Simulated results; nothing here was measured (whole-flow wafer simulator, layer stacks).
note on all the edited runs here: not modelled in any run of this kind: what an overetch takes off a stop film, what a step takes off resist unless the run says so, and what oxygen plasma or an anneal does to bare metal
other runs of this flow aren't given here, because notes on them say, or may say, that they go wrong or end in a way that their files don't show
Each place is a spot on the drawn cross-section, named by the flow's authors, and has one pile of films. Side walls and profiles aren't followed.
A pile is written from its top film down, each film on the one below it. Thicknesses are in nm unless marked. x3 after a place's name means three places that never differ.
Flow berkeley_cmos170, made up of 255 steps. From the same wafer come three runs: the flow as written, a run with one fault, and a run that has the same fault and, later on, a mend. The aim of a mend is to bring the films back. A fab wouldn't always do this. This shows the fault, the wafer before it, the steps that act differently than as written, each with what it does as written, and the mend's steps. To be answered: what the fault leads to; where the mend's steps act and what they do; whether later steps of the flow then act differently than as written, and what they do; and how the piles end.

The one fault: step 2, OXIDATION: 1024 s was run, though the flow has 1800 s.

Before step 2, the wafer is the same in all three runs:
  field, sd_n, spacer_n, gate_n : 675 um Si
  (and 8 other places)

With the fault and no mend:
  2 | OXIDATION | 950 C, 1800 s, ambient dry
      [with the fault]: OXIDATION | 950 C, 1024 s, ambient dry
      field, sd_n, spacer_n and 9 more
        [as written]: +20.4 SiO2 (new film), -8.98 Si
        [with the fault]: +14.5 SiO2 (new film), -6.37 Si
  Steps further on in the flow that do not act as written:
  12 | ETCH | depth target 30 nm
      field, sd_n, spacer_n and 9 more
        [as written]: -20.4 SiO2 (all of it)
        [with the fault]: -14.5 SiO2 (all of it)
  When the end is reached, the piles differ only a little from the flow's at the places that both follow, at most by 2% or 0.5 nm, whichever is larger.

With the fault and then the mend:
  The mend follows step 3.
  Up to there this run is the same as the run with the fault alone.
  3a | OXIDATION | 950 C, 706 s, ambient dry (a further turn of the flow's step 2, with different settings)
      field, sd_n, spacer_n and 9 more
        +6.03 SiO2, -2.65 Si
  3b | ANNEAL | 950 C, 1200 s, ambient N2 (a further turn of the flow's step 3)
      alters no film at any place that is followed
  None of the later steps of the flow differs from how it acts as written, at any place that is followed, by more than 2% or 0.5 nm, whichever is larger.
  At every place that both follow, the piles at the end match the flow's.
